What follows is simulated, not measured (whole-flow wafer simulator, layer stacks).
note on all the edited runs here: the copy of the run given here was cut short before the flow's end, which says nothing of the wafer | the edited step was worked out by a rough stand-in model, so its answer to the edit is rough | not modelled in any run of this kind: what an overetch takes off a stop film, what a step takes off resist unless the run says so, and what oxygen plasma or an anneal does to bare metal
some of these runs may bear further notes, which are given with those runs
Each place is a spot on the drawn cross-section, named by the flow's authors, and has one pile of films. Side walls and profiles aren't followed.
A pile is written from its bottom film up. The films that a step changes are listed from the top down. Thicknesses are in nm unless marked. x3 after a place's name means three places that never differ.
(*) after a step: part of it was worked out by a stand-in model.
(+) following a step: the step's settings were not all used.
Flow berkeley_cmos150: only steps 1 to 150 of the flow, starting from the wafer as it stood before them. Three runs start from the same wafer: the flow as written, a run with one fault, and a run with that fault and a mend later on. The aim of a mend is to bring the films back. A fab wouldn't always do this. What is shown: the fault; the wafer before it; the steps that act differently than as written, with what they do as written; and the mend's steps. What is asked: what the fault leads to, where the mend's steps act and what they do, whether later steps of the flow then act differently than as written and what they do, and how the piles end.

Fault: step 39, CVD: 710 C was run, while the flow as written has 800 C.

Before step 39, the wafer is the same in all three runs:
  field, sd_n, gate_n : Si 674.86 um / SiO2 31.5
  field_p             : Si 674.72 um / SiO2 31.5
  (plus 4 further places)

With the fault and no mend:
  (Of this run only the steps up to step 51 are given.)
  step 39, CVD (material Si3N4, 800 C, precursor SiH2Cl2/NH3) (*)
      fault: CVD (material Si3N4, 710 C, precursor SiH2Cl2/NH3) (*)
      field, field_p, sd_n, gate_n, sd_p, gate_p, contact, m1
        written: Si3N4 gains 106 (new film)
        fault: Si3N4 gains 26.2 (new film)
  Steps further on in the flow that do not act as written:
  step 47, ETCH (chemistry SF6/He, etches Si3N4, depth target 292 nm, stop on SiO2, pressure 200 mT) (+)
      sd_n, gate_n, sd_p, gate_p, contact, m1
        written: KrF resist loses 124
        fault: KrF resist loses 37.2
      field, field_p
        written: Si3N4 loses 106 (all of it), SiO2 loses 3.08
        fault: Si3N4 loses 26.2 (all of it), SiO2 loses 3.08
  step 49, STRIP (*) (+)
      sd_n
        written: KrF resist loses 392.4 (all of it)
        fault: KrF resist loses 479.2 (all of it)
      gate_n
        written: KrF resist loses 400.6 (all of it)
        fault: KrF resist loses 487.4 (all of it)
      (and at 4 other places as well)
  The piles after step 51 differ from the flow's at sd_n, gate_n, sd_p, gate_p, contact, m1 by more than 2% or 0.5 nm, whichever is larger.
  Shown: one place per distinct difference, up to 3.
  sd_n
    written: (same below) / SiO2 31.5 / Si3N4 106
    fault: (same below) / SiO2 31.5 / Si3N4 26.2

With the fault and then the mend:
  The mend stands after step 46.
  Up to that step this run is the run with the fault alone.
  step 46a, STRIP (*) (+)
      sd_n
        KrF resist loses 516.3 (all of it)
      gate_n
        KrF resist loses 524.6 (all of it)
      sd_p
        KrF resist loses 566.8 (all of it)
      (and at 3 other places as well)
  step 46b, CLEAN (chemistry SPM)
      does not change any film at any place that is followed
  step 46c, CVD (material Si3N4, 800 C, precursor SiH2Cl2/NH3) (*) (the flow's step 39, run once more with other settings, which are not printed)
      field, field_p, sd_n, gate_n, sd_p, gate_p, contact, m1
        Si3N4 gains 79.8
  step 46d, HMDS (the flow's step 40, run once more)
      does not change any film at any place that is followed
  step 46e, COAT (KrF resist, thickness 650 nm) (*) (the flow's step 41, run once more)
      field
        KrF resist gains 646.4 (new film)
      field_p
        KrF resist gains 715.2 (new film)
      sd_n
        KrF resist gains 633.7 (new film)
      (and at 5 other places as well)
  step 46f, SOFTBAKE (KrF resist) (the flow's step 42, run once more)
      does not change any film at any place that is followed
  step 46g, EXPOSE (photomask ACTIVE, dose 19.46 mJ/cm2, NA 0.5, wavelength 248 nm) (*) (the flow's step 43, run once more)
      does not change any film at any place that is followed
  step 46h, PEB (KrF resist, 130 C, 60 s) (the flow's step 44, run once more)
      gate_n, contact, m1
        KrF resist loses 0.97
      field
        KrF resist loses 0.98
      field_p
        KrF resist loses 1.1
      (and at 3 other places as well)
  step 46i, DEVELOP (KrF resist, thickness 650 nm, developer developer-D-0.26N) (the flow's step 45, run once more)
      sd_n, gate_n, sd_p, gate_p, contact, m1
        KrF resist loses 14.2
      field
        KrF resist loses 645.4 (all of it)
      field_p
        KrF resist loses 714.1 (all of it)
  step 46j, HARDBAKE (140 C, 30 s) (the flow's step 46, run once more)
      sd_n
        KrF resist loses 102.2
      gate_n
        KrF resist loses 103.8
      sd_p
        KrF resist loses 112.2
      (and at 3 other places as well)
  Later steps of the flow that are run all act as written at every place that is followed, up to a difference of at most 2% or 0.5 nm, whichever is larger.
  The piles end the same as the flow's at every place that both follow.
